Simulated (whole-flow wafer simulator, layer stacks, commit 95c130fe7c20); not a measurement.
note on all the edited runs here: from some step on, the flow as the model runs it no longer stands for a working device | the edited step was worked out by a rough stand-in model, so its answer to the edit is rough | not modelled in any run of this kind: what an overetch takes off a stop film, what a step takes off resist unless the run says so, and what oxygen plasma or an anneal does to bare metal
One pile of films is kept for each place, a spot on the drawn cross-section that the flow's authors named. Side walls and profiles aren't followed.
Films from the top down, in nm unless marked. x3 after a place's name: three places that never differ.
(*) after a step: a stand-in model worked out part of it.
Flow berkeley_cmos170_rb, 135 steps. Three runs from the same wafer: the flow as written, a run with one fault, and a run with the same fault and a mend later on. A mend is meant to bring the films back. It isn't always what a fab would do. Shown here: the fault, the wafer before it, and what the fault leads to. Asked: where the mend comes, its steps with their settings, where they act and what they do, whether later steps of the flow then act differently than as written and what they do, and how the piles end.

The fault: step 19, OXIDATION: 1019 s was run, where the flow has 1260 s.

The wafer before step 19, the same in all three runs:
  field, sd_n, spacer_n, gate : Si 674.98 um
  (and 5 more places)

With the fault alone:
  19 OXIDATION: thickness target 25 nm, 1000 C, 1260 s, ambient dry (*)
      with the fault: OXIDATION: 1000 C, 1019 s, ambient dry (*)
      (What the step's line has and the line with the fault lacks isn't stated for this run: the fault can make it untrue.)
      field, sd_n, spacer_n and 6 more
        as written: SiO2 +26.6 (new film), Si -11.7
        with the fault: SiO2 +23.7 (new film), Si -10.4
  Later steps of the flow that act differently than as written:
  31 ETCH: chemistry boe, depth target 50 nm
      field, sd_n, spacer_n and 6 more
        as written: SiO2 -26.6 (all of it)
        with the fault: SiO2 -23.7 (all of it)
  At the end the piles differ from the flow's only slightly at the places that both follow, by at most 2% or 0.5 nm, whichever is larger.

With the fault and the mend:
  The mend comes after step 20.
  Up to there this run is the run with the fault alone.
  20a OXIDATION: 1000 C, 189 s, ambient dry (*) (the flow's step 19 once more, with other settings)
      field, sd_n, spacer_n and 6 more
        SiO2 +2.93, Si -1.29
  No later step of the flow acts differently than as written, at any place that is followed, by more than 2% or 0.5 nm, whichever is larger.
  At the end the piles are the same as the flow's at every place that both follow.
